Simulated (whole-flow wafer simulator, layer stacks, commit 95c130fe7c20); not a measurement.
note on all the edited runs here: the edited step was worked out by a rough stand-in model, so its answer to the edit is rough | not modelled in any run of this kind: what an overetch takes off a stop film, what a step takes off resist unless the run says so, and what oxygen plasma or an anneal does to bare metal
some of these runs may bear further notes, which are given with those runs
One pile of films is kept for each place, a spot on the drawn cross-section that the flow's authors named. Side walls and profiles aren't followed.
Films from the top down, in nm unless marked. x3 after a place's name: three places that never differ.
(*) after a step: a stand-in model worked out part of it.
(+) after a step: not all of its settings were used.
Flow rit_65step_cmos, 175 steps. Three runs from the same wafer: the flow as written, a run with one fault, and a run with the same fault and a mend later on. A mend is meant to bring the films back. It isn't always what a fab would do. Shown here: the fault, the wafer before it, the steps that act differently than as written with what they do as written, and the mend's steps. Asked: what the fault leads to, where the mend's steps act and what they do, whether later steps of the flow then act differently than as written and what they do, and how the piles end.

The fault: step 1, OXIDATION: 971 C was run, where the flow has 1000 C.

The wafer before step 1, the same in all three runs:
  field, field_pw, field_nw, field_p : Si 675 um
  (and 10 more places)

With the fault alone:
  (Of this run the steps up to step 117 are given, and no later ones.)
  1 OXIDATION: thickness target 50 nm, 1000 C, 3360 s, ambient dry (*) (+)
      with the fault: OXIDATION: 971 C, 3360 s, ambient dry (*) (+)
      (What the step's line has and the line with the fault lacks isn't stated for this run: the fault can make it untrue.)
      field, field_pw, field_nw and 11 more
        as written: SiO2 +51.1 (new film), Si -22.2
        with the fault: SiO2 +40.2 (new film), Si -17.4
  Later steps of the flow that act differently than as written (35 more steps differ only slightly, by at most 2% or 0.5 nm, whichever is larger, and aren't shown):
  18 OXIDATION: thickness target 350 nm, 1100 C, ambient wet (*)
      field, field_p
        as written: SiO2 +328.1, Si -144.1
        with the fault: SiO2 +336.2, Si -147.6
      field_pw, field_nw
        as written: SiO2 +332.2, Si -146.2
        with the fault: SiO2 +340.4, Si -149.8
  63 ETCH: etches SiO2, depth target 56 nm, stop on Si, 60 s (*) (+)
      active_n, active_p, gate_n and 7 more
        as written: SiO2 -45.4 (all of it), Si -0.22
        with the fault: SiO2 -34.5 (all of it), Si -0.44
  After step 117 the piles differ from the flow's only slightly at the places that both follow, by at most 2% or 0.5 nm, whichever is larger.

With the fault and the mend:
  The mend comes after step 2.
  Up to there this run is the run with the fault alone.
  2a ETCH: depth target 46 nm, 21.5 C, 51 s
      field, field_pw, field_nw and 11 more
        SiO2 -40.2 (all of it)
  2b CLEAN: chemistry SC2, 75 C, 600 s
      field, field_pw, field_nw and 11 more
        chemical SiO2 +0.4 (new film), Si -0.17
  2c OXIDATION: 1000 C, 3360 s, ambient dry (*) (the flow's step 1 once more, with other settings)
      field, field_pw, field_nw and 11 more
        SiO2 +51 (new film), chemical SiO2 -0.4 (all of it), Si -22.3
  Later steps of the flow that act differently than as written (18 more steps differ only slightly, by at most 2% or 0.5 nm, whichever is larger, and aren't shown):
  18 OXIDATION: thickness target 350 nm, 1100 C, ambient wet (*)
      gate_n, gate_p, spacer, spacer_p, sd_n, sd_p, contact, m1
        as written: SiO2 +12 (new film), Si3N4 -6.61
        with the mend: SiO2 +12 (new film), Si3N4 -6.61, SiO2 +0.03
  At the end the piles differ from the flow's only slightly at the places that both follow, by at most 2% or 0.5 nm, whichever is larger.
